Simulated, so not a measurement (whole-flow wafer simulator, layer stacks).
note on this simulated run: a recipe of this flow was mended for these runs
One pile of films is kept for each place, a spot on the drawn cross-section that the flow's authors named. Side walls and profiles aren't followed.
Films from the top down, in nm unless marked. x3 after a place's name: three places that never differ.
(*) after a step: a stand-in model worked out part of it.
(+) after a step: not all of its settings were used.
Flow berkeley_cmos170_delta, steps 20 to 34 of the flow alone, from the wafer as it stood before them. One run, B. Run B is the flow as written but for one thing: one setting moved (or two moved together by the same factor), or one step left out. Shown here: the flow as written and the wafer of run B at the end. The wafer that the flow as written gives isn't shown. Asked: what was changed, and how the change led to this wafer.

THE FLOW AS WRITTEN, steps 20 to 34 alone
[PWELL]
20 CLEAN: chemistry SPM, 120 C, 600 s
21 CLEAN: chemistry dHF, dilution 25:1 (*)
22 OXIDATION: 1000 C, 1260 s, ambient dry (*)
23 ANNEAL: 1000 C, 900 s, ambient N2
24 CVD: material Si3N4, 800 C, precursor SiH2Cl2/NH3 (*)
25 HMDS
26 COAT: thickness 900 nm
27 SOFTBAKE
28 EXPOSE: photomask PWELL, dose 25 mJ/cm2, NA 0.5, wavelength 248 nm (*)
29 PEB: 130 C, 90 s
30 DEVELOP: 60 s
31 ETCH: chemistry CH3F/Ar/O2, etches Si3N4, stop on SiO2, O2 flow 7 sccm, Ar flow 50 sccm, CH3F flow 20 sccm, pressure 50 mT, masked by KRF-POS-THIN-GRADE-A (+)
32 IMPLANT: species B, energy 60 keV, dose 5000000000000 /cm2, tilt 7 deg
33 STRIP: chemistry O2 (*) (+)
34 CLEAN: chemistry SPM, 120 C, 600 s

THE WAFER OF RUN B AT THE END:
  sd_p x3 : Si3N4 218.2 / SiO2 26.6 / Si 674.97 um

The cause: step 24, CVD: 792 C was run, where the flow has 800 C.

How the change led to this, step by step:
  24 CVD: material Si3N4, 800 C, precursor SiH2Cl2/NH3 (*)
      field x6, sd_p x3: Si3N4 +218.2 (new film) (as written it would be: Si3N4 +243.8 (new film))
  31 ETCH: chemistry CH3F/Ar/O2, etches Si3N4, stop on SiO2, O2 flow 7 sccm, Ar flow 50 sccm, CH3F flow 20 sccm, pressure 50 mT, masked by KRF-POS-THIN-GRADE-A (+)
      field x6: Si3N4 -218.2 (all of it), SiO2 -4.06 (as written it would be: Si3N4 -243.8 (all of it), SiO2 -4.06)
      sd_p x3: KrF-resist -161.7 (as written it would be: KrF-resist -178.8)
  33 STRIP: chemistry O2 (*) (+)
      sd_p x3: KrF-resist -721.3 (all of it) (as written it would be: KrF-resist -704.3 (all of it))
